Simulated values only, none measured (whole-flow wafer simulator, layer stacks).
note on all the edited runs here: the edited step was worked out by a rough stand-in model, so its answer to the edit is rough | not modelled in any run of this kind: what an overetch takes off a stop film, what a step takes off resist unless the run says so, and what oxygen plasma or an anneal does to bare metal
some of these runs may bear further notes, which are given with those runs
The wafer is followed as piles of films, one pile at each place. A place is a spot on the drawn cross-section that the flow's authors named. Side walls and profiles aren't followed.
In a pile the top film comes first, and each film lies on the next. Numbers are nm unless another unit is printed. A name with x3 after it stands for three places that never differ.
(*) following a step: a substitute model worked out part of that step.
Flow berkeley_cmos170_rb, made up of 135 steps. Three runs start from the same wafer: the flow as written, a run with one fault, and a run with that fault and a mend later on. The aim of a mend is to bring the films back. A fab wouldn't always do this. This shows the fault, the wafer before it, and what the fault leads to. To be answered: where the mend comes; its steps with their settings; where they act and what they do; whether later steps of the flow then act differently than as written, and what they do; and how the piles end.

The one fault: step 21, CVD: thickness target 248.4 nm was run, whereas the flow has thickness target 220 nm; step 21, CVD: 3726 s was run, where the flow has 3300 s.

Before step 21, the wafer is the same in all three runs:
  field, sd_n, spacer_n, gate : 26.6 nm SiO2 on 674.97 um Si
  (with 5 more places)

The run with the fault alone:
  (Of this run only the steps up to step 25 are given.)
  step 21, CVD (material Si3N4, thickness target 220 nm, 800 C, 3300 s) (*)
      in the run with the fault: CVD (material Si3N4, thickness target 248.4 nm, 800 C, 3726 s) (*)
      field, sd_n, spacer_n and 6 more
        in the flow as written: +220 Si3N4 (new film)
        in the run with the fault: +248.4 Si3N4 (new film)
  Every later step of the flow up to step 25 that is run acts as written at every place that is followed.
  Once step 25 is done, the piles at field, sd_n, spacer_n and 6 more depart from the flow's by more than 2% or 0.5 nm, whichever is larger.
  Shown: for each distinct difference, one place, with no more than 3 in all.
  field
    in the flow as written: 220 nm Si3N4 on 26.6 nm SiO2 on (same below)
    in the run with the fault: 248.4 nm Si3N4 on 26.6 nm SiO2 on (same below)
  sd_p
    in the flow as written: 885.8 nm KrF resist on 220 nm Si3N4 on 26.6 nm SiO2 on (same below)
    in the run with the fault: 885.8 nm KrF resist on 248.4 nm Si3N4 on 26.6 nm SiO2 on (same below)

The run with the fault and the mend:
  The mend follows step 21.
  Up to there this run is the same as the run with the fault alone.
  step 21a, ETCH (chemistry h3po4, depth target 28.4 nm) (the flow's step 16 again, with other settings)
      field, sd_n, spacer_n and 6 more
        -28.4 Si3N4
  Every later step of the flow that is run acts as written at every place that is followed.
  At every place that both follow, the piles at the end match the flow's.
